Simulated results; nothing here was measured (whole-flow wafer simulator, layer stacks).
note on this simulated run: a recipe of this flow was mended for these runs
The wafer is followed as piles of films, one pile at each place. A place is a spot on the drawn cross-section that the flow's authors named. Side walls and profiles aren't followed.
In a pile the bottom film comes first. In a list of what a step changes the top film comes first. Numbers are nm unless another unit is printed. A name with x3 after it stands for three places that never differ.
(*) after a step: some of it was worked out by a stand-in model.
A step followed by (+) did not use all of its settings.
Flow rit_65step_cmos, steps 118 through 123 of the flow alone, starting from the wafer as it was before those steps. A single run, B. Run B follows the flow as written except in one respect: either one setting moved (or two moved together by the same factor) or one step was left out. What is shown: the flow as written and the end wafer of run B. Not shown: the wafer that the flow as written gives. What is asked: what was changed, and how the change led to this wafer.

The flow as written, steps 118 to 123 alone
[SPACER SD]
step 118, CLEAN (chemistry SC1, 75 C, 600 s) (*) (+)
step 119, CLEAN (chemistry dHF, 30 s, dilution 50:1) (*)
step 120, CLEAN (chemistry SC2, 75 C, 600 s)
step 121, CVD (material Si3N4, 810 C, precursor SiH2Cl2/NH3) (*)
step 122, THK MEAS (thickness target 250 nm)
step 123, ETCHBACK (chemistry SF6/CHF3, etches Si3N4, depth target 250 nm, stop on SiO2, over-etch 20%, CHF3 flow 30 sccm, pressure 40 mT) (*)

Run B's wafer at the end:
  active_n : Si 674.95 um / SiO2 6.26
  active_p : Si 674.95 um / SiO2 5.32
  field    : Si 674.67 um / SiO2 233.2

Cause: step 119, CLEAN: 48 s was run, whereas the flow has 30 s.

The path from the change to this, step by step:
  step 119, CLEAN (chemistry dHF, 30 s, dilution 50:1) (*)
      field, active_n, gate_n, spacer, sd_n x3: -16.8 SiO2 (in the flow as written it would be: -10.5 SiO2)
      field_p, active_p, gate_p, spacer_p, sd_p: -17.7 SiO2 (in the flow as written it would be: -11.1 SiO2)
      (and at 2 other places as well)
